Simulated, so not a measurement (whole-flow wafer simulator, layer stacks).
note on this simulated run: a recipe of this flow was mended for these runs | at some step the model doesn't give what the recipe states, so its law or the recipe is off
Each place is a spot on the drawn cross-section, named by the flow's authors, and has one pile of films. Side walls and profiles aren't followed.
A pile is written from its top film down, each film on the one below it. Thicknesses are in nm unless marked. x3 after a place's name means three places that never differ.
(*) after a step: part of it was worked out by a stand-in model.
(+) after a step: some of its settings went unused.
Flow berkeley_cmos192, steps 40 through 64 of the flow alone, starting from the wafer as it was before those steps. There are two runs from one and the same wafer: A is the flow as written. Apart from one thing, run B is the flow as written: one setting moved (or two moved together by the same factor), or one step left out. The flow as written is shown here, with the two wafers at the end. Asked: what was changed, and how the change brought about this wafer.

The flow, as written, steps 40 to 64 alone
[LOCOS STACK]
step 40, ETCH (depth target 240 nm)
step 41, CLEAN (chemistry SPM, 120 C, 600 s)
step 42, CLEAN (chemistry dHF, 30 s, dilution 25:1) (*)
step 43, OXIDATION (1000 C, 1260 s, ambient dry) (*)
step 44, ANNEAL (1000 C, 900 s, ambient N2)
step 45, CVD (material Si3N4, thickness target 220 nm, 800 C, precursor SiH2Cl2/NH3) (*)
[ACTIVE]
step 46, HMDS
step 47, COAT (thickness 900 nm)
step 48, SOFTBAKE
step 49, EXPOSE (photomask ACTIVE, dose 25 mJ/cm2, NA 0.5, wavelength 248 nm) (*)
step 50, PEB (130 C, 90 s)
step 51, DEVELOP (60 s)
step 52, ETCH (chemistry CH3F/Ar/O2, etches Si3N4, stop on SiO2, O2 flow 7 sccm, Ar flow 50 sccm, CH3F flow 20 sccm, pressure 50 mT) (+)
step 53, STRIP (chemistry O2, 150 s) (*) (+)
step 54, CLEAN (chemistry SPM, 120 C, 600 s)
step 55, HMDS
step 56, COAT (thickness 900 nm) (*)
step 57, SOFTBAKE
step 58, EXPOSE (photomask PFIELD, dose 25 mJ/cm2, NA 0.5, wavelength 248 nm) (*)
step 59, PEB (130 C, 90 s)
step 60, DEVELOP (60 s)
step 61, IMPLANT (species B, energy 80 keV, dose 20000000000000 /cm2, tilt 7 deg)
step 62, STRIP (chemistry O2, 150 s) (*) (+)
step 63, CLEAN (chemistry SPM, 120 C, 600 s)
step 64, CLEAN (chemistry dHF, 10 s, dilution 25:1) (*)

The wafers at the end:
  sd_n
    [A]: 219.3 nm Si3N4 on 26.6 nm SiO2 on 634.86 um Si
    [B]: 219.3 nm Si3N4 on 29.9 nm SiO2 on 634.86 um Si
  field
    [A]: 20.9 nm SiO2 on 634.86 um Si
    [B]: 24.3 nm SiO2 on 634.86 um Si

What caused this: step 43, OXIDATION: 1575 s was run, though the flow has 1260 s.

Step by step, how the change led to this:
  step 43, OXIDATION (1000 C, 1260 s, ambient dry) (*)
      field, sd_n, spacer_n and 6 more: A SiO2 gains 26.6 (new film), Si loses 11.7 | B SiO2 gains 29.9 (new film), Si loses 13.2
